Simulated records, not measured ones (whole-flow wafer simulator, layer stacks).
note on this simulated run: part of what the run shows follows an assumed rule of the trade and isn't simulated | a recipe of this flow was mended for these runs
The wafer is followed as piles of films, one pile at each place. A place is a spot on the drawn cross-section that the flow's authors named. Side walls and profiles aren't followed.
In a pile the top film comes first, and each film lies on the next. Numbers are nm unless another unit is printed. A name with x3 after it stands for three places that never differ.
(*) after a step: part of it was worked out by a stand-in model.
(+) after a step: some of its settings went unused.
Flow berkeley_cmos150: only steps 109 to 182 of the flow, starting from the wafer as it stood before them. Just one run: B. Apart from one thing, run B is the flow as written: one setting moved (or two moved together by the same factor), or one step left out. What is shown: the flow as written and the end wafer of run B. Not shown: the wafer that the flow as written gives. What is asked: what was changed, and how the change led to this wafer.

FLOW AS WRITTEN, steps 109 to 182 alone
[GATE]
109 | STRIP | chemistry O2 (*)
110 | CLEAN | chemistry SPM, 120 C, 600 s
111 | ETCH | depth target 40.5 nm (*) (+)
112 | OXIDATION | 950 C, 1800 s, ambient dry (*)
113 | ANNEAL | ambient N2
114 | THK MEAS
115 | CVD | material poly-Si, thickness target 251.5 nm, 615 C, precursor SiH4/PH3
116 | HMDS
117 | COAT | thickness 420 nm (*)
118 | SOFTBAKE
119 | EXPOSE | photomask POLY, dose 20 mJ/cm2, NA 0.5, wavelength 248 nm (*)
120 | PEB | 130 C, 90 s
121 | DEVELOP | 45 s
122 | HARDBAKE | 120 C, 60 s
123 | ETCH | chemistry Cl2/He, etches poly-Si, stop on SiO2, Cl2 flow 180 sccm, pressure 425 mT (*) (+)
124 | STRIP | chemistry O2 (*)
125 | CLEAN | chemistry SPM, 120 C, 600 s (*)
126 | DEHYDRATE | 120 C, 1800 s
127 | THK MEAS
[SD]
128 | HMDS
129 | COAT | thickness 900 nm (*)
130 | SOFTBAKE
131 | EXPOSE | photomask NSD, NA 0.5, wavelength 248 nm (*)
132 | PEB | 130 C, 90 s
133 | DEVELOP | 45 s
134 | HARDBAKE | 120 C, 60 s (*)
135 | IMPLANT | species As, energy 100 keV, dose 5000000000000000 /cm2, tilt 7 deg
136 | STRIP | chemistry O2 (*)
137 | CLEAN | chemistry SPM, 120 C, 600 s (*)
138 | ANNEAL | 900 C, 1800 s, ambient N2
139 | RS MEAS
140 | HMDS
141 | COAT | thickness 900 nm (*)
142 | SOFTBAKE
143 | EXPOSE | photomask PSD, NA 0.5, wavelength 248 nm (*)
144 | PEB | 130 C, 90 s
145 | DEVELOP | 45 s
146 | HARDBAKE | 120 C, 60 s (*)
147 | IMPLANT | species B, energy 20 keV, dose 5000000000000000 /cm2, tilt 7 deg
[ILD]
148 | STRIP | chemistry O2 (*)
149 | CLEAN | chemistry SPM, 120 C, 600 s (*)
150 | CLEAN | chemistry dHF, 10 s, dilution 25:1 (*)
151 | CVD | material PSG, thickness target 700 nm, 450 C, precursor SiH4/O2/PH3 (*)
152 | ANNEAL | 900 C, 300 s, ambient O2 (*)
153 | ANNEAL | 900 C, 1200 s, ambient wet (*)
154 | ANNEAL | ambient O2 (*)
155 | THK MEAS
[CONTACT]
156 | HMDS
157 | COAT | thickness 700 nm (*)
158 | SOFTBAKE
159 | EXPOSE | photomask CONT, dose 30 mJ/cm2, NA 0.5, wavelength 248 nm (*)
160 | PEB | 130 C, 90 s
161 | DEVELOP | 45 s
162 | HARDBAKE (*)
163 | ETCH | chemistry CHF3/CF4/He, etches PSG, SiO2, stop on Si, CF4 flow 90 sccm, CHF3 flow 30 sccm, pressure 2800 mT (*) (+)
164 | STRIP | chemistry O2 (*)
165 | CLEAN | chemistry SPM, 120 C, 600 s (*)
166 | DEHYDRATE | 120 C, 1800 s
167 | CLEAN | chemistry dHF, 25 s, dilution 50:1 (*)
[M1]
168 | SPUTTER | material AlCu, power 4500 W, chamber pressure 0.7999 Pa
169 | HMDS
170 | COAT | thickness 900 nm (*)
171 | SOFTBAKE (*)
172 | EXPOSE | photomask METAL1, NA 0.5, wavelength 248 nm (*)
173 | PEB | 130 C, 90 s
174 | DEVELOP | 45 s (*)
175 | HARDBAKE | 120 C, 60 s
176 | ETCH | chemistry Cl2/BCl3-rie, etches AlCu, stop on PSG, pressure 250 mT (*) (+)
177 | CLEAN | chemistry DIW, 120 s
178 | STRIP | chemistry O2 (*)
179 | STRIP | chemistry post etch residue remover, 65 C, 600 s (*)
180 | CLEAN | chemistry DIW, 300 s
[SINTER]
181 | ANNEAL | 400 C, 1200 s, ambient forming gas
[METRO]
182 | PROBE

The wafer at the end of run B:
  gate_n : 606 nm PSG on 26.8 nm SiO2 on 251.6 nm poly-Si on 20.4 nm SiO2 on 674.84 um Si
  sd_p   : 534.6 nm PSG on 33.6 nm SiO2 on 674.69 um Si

Cause: step 115, CVD: thickness target 264.1 nm was run, though the flow has thickness target 251.5 nm.

Step by step, how the change led to this:
  115 | CVD | material poly-Si, thickness target 251.5 nm, 615 C, precursor SiH4/PH3
      field, field_p, sd_n, gate_n, sd_p, gate_p, contact, m1: poly-Si gains 264.1 (new film) (it would be, as written: poly-Si gains 251.5 (new film))
  123 | ETCH | chemistry Cl2/He, etches poly-Si, stop on SiO2, Cl2 flow 180 sccm, pressure 425 mT (*) (+)
      field, field_p, sd_n, sd_p, contact, m1: poly-Si loses 264.1 (all of it), SiO2 loses 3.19 (it would be, as written: poly-Si loses 251.5 (all of it), SiO2 loses 3.19)
      gate_n, gate_p: KrF-resist loses 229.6 (it would be, as written: KrF-resist loses 220.6)
  124 | STRIP | chemistry O2 (*)
      gate_n: chemical SiO2 gains 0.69 (new film), KrF-resist loses 167.3 (all of it), poly-Si loses 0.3 (it would be, as written: chemical SiO2 gains 0.69 (new film), KrF-resist loses 176.1 (all of it), poly-Si loses 0.3)
      gate_p: chemical SiO2 gains 0.69 (new film), KrF-resist loses 203.2 (all of it), poly-Si loses 0.3 (it would be, as written: chemical SiO2 gains 0.69 (new film), KrF-resist loses 213.2 (all of it), poly-Si loses 0.3)
